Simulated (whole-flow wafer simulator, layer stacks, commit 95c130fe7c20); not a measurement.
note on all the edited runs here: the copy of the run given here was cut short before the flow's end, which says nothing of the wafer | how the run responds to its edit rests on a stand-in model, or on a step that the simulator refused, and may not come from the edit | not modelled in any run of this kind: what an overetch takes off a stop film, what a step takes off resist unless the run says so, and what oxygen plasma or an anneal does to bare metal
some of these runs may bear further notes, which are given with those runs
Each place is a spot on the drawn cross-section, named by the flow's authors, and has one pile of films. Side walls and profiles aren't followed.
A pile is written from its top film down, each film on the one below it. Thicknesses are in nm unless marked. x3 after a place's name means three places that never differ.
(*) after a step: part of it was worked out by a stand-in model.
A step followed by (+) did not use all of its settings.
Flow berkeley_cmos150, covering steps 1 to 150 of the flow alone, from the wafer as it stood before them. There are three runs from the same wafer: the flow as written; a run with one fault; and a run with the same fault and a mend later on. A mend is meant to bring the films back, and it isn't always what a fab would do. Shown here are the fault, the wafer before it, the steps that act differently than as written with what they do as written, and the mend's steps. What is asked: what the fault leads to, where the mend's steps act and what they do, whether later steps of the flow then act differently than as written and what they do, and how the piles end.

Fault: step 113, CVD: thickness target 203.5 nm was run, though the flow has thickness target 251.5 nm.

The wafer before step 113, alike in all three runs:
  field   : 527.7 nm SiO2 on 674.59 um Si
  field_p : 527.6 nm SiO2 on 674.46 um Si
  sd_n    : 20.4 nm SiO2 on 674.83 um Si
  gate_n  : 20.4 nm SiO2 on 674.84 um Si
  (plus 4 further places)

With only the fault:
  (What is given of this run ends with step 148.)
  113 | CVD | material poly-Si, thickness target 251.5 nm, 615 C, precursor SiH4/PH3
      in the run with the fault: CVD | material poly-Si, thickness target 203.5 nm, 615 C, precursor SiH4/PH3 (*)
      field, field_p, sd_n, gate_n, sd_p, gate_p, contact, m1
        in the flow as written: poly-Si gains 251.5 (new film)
        in the run with the fault: poly-Si gains 203.5 (new film)
  Steps later in the flow that act otherwise than as written (9 more steps, not shown, differ only slightly: by at most 2% or 0.5 nm, whichever is larger):
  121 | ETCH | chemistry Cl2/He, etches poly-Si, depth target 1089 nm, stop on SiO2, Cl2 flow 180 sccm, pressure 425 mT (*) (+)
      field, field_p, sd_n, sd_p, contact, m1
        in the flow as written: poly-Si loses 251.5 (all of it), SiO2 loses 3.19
        in the run with the fault: poly-Si loses 203.5 (all of it), SiO2 loses 3.19
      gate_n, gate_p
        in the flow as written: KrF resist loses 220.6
        in the run with the fault: KrF resist loses 186.3
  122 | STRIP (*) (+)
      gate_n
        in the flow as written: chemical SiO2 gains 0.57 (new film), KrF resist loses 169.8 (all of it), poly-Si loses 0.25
        in the run with the fault: chemical SiO2 gains 0.59 (new film), KrF resist loses 203 (all of it), poly-Si loses 0.26
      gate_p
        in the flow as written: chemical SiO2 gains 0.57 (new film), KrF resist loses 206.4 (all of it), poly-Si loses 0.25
        in the run with the fault: chemical SiO2 gains 0.59 (new film), KrF resist loses 239.2 (all of it), poly-Si loses 0.26
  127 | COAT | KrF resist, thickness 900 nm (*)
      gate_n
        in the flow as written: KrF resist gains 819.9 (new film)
        in the run with the fault: KrF resist gains 852.7 (new film)
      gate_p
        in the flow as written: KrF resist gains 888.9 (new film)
        in the run with the fault: KrF resist gains 922 (new film)
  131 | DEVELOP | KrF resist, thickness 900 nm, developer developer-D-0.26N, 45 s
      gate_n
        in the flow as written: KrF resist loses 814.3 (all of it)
        in the run with the fault: KrF resist loses 846.8 (all of it)
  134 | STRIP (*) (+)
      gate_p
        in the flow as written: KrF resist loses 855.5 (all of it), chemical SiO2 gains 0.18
        in the run with the fault: KrF resist loses 887.8 (all of it), chemical SiO2 gains 0.18
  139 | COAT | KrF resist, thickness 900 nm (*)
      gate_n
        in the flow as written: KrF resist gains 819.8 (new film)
        in the run with the fault: KrF resist gains 852.5 (new film)
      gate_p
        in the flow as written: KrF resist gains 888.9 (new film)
        in the run with the fault: KrF resist gains 921.9 (new film)
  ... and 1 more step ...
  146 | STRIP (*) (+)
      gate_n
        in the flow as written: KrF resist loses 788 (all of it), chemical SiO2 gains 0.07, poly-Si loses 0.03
        in the run with the fault: KrF resist loses 820 (all of it), chemical SiO2 gains 0.07, poly-Si loses 0.03
  After step 148, at gate_n, gate_p, the piles differ from the flow's by more than 2% or 0.5 nm, whichever is larger.
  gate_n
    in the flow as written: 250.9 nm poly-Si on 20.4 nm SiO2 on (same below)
    in the run with the fault: 202.9 nm poly-Si on 20.4 nm SiO2 on (same below)
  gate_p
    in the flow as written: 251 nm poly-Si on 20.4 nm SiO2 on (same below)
    in the run with the fault: 203 nm poly-Si on 20.4 nm SiO2 on (same below)

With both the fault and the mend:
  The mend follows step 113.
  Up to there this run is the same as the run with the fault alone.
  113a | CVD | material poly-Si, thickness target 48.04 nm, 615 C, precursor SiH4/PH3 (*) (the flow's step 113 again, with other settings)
      field, field_p, sd_n, gate_n, sd_p, gate_p, contact, m1
        poly-Si gains 48
  None of the later steps of the flow differs from how it acts as written, at any place that is followed, by more than 2% or 0.5 nm, whichever is larger.
  At the end the piles are close to the flow's at the places that both follow, differing by at most 2% or 0.5 nm, whichever is larger.
